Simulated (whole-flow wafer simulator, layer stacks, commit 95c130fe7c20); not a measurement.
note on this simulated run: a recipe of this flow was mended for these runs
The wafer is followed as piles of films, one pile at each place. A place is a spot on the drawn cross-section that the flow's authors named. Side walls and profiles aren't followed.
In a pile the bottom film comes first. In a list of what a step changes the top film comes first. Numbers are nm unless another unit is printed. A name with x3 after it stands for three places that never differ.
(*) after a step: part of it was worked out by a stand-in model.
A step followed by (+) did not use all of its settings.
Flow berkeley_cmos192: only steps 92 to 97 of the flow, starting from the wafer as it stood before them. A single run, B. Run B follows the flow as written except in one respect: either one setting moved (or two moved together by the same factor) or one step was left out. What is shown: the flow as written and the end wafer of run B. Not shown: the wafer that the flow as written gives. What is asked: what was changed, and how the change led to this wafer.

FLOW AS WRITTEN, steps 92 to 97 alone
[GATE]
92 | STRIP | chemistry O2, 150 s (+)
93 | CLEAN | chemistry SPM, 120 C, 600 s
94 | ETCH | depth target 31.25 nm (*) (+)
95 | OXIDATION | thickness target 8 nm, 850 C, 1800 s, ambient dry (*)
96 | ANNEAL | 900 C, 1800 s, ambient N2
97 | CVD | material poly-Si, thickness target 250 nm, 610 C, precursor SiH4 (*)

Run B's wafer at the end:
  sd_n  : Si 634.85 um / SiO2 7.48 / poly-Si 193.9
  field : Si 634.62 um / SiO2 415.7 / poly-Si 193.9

The reason: step 97, CVD: 598 C was run, while the flow as written has 610 C.

Step by step, how the change led to this:
  97 | CVD | material poly-Si, thickness target 250 nm, 610 C, precursor SiH4 (*)
      field, sd_n, spacer_n, gate, sd_p, spacer_p x2, contact, m1: +193.9 poly-Si (new film) (it would be, as written: +250 poly-Si (new film))
